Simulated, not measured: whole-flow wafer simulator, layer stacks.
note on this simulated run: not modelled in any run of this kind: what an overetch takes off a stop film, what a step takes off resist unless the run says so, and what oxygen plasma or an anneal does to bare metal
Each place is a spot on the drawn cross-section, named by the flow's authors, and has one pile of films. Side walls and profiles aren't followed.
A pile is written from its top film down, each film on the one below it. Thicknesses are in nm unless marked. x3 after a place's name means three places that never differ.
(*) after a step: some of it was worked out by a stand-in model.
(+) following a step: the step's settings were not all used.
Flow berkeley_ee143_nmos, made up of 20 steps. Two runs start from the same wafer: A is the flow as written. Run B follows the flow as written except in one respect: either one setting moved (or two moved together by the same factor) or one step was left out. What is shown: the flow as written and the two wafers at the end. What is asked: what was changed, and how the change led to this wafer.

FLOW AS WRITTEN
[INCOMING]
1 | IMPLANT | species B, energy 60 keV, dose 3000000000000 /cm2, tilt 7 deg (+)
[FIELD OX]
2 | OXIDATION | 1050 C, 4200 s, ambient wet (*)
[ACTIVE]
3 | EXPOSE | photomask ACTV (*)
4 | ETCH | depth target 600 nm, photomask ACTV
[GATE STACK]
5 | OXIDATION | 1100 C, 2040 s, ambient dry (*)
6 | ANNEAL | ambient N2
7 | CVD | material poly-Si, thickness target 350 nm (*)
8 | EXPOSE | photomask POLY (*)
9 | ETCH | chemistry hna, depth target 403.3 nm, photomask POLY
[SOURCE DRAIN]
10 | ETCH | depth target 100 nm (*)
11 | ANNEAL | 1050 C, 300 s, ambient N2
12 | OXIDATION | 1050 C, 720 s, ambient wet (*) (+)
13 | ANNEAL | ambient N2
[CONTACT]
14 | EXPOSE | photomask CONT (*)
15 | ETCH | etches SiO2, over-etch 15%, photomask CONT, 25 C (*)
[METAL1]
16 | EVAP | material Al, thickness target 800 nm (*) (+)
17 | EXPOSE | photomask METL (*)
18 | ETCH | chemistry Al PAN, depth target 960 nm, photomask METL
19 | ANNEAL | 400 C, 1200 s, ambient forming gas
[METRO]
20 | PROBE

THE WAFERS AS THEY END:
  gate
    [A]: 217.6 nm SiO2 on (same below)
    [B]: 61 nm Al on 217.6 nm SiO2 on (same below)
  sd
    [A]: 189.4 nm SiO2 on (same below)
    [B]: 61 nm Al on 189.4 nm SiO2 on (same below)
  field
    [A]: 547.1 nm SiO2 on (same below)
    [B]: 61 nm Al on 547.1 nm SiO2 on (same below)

The reason: step 18, ETCH: depth target 739 nm was run, while the flow as written has depth target 960 nm.

Step by step, how the change led to this:
  18 | ETCH | chemistry Al PAN, depth target 960 nm, photomask METL
      gate, sd, field: A Al loses 800 (all of it) | B Al loses 739
With metal films that touch counted as one body, gate has 1 body; the flow as written gives 0 bodies.
With metal films that touch counted as one body, sd has 1 body; the flow as written gives 0 bodies.
With metal films that touch counted as one body, field has 1 body; the flow as written gives 0 bodies.
